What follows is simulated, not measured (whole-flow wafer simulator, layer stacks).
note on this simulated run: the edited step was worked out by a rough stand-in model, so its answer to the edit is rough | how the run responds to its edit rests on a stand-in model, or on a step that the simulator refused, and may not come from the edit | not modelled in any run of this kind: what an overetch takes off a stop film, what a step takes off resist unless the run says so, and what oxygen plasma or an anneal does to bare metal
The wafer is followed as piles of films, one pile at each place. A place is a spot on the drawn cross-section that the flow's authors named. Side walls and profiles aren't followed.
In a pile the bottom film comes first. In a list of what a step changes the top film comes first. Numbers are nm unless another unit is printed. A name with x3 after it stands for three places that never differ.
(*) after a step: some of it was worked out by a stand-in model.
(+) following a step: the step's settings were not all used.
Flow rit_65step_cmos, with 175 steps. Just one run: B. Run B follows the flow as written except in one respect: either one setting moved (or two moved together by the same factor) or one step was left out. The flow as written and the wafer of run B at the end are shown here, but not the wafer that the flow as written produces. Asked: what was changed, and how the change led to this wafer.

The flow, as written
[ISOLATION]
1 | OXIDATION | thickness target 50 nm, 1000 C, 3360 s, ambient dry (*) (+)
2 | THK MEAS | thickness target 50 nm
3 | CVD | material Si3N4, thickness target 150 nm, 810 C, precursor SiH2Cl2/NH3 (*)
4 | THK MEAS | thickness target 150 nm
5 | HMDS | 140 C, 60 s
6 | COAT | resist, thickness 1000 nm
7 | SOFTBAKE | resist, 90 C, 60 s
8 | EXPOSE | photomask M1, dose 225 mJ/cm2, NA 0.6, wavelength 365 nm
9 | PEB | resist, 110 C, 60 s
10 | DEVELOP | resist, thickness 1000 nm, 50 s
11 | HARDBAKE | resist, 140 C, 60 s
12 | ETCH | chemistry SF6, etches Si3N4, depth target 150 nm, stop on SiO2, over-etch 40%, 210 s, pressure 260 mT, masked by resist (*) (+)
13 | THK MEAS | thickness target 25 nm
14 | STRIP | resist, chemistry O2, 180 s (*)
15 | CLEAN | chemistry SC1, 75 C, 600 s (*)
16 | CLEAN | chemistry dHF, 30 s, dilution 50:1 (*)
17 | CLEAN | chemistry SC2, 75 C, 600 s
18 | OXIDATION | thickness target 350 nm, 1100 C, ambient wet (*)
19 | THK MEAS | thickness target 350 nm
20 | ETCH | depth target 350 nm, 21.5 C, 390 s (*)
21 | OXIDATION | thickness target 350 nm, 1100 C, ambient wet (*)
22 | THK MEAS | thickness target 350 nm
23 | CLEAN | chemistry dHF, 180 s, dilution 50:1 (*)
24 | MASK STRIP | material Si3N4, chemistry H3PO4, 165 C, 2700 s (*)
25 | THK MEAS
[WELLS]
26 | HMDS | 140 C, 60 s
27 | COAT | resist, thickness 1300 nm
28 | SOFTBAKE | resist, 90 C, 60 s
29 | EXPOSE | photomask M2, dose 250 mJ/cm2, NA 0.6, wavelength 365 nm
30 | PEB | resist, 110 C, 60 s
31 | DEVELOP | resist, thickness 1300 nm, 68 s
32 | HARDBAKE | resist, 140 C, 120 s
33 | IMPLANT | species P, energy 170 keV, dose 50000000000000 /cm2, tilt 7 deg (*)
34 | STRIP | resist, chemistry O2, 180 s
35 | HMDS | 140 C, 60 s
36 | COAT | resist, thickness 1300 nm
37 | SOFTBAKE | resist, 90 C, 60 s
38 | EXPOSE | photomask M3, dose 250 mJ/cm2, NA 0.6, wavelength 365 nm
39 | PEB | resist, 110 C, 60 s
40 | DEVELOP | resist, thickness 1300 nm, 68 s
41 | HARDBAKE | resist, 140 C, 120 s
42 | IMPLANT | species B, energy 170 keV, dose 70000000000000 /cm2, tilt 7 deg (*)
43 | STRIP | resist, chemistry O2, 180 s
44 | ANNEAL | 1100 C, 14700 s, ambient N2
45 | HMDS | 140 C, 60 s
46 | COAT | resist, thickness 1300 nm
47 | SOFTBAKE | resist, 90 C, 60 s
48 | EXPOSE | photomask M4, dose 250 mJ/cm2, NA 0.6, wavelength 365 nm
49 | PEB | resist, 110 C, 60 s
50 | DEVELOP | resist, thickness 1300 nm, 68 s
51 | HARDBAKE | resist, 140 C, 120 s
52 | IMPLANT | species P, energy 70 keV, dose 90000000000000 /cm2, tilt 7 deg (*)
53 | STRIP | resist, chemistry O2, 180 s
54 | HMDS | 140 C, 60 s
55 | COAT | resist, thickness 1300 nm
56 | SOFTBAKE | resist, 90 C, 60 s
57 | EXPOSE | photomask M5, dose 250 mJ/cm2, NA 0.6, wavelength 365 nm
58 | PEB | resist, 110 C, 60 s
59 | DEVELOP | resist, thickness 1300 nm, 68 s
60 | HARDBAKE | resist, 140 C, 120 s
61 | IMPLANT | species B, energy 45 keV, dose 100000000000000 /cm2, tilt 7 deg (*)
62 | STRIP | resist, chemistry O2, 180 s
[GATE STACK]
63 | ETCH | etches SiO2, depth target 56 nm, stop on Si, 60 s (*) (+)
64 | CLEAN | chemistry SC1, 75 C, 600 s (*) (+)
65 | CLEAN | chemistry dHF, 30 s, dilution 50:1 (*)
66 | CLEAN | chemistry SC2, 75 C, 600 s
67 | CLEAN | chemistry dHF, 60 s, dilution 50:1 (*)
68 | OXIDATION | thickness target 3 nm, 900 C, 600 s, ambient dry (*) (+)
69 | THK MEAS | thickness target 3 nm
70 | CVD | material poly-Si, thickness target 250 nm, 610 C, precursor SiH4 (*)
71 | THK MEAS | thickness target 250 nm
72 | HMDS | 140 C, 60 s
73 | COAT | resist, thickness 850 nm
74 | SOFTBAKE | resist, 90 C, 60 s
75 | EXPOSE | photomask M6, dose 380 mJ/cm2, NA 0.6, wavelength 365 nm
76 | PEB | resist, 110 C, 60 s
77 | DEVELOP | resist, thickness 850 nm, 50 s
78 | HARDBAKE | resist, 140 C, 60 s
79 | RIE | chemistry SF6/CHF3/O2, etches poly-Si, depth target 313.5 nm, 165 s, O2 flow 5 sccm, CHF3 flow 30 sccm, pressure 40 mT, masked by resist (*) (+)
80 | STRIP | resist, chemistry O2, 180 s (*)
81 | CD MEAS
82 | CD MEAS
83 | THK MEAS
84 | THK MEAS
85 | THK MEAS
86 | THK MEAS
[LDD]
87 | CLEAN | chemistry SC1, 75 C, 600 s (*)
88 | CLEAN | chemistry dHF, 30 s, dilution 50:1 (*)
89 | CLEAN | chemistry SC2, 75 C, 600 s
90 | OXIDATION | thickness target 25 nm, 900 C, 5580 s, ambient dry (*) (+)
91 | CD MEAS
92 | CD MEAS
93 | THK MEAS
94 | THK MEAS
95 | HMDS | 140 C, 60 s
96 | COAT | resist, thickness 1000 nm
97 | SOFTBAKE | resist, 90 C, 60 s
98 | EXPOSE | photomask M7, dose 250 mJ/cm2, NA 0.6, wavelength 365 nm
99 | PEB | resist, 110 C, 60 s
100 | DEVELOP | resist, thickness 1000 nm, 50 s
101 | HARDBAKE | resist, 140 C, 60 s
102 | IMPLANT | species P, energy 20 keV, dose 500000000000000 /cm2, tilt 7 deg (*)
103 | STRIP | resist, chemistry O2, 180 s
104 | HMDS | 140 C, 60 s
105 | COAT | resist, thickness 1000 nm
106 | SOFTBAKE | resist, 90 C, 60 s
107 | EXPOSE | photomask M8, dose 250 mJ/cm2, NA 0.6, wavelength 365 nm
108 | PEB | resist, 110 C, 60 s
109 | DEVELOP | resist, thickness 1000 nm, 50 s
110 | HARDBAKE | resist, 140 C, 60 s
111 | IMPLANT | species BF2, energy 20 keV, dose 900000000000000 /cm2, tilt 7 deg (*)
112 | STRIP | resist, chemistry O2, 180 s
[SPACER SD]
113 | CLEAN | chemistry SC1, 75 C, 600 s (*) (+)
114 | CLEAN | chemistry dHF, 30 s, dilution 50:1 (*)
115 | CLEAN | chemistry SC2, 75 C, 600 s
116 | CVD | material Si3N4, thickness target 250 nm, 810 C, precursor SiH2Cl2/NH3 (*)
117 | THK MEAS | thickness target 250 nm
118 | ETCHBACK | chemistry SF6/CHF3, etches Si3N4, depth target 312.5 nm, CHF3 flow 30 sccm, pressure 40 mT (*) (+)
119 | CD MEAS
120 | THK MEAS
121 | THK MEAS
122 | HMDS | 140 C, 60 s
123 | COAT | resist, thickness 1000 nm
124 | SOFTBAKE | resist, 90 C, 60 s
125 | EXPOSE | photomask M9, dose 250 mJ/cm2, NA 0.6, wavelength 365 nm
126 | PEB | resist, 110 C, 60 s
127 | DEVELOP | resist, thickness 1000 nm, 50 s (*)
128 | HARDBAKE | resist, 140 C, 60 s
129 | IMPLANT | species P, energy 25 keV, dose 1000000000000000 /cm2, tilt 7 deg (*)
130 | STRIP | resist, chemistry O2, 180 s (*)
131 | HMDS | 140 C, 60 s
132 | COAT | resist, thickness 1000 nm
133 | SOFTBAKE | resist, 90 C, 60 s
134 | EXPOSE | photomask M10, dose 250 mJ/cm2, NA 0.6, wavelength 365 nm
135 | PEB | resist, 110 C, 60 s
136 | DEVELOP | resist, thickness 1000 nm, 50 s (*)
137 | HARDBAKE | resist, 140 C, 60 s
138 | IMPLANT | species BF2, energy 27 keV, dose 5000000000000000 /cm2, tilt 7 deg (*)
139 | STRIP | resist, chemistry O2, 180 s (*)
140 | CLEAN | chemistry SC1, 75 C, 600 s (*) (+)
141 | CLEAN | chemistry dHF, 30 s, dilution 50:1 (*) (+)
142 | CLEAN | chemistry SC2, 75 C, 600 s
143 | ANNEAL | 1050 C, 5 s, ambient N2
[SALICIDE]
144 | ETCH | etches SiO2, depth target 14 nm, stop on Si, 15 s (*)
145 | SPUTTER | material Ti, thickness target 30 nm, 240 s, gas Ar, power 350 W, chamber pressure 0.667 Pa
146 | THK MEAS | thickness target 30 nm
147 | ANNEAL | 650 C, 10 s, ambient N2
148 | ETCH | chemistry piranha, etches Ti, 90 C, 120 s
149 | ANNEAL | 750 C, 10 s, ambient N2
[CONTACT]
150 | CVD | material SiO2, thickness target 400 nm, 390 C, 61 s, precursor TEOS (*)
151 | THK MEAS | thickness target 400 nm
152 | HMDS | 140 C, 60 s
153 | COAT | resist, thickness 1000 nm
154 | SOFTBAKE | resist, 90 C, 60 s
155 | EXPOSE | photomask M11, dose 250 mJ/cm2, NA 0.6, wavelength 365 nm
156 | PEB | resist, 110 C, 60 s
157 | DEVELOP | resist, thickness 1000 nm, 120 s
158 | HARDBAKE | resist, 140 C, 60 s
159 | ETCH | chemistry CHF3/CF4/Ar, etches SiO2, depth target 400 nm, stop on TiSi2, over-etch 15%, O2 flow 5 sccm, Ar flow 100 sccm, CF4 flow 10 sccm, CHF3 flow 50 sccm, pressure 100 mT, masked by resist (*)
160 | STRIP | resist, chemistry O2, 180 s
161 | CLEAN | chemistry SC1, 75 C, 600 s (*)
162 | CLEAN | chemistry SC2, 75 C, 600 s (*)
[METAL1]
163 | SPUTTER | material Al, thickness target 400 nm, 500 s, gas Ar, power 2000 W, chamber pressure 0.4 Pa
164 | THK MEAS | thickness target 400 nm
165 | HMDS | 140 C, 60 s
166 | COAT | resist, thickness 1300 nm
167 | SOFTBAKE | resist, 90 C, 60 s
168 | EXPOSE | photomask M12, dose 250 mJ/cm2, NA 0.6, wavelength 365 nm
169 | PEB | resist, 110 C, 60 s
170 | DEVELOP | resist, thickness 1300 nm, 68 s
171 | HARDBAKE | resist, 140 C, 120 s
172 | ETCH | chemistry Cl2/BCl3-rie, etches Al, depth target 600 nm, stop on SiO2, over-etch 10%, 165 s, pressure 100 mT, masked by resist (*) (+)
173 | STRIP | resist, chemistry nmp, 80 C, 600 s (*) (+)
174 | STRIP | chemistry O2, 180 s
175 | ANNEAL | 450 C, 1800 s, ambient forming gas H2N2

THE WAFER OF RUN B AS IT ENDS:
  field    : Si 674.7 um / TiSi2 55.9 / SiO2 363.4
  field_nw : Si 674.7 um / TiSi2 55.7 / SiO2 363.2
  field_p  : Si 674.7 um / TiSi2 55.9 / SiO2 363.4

Cause: step 21, OXIDATION: thickness target 175 nm was run, though the flow has thickness target 350 nm.

How this came from the change, step by step:
  21 | OXIDATION | thickness target 350 nm, 1100 C, ambient wet (*)
      active_n, active_p, gate_n and 7 more: +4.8 SiO2 (new film), -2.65 Si3N4 (as written it would have been: +12 SiO2 (new film), -6.61 Si3N4)
      field, field_pw, field_nw, field_p: +175 SiO2 (new film), -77 Si (as written it would have been: +350 SiO2 (new film), -154 Si)
  23 | CLEAN | chemistry dHF, 180 s, dilution 50:1 (*)
      active_n, active_p, gate_n and 7 more: -4.8 SiO2 (all of it), -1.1 Si3N4 (as written it would have been: -12 SiO2 (all of it), -0.44 Si3N4)
  24 | MASK STRIP | material Si3N4, chemistry H3PO4, 165 C, 2700 s (*)
      active_n, active_p, gate_n and 7 more: -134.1 Si3N4 (all of it), -5.55 SiO2 (as written it would have been: -130.8 Si3N4 (all of it), -5.68 SiO2)
  27 | COAT | resist, thickness 1300 nm
      field_pw, field_nw: +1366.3 resist (new film) (as written it would have been: +1313 resist (new film))
      field: +1388.8 resist (new film) (as written it would have been: +1315.7 resist (new film))
      (also at 1 further place)
  30 | PEB | resist, 110 C, 60 s
      field, field_p: -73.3 resist (as written it would have been: -69.2 resist)
      field_pw, field_nw: -72 resist (as written it would have been: -69.1 resist)
  31 | DEVELOP | resist, thickness 1300 nm, 68 s
      field_nw: -1294.2 resist (all of it) (as written it would have been: -1243.9 resist (all of it))
      field_p: -1315.3 resist (all of it) (as written it would have been: -1246.4 resist (all of it))
  32 | HARDBAKE | resist, 140 C, 120 s
      field: -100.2 resist (as written it would have been: -94 resist)
      field_pw: -98.3 resist (as written it would have been: -93.8 resist)
  34 | STRIP | resist, chemistry O2, 180 s
      field: -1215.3 resist (all of it) (as written it would have been: -1152.5 resist (all of it))
      field_pw: -1195.9 resist (all of it) (as written it would have been: -1150.2 resist (all of it))
  36 | COAT | resist, thickness 1300 nm
      field_pw, field_nw: +1366.3 resist (new film) (as written it would have been: +1313 resist (new film))
      field: +1388.8 resist (new film) (as written it would have been: +1315.7 resist (new film))
      (also at 1 further place)
  39 | PEB | resist, 110 C, 60 s
      field, field_p: -73.3 resist (as written it would have been: -69.2 resist)
      field_pw, field_nw: -72 resist (as written it would have been: -69.1 resist)
  40 | DEVELOP | resist, thickness 1300 nm, 68 s
      field: -1315.5 resist (all of it) (as written it would have been: -1246.5 resist (all of it))
      field_pw: -1294.2 resist (all of it) (as written it would have been: -1243.9 resist (all of it))
  41 | HARDBAKE | resist, 140 C, 120 s
      field_nw: -98.3 resist (as written it would have been: -93.8 resist)
      field_p: -100.2 resist (as written it would have been: -94 resist)
  43 | STRIP | resist, chemistry O2, 180 s
      field_nw: -1195.9 resist (all of it) (as written it would have been: -1150.2 resist (all of it))
      field_p: -1215.1 resist (all of it) (as written it would have been: -1152.5 resist (all of it))
  46 | COAT | resist, thickness 1300 nm
      field_pw, field_nw: +1366.3 resist (new film) (as written it would have been: +1313 resist (new film))
      field: +1388.8 resist (new film) (as written it would have been: +1315.7 resist (new film))
      (also at 1 further place)
  49 | PEB | resist, 110 C, 60 s
      field, field_p: -73.3 resist (as written it would have been: -69.2 resist)
      field_pw, field_nw: -72 resist (as written it would have been: -69.1 resist)
  50 | DEVELOP | resist, thickness 1300 nm, 68 s
      field_nw: -1294.2 resist (all of it) (as written it would have been: -1243.9 resist (all of it))
      field_p: -1315.3 resist (all of it) (as written it would have been: -1246.4 resist (all of it))
  ... 43 other steps ...
  170 | DEVELOP | resist, thickness 1300 nm, 68 s
      field: -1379 resist (all of it) (as written it would have been: -1316.6 resist (all of it))
      field_pw: -1340.3 resist (all of it) (as written it would have been: -1285.5 resist (all of it))
      (also at 2 further places)
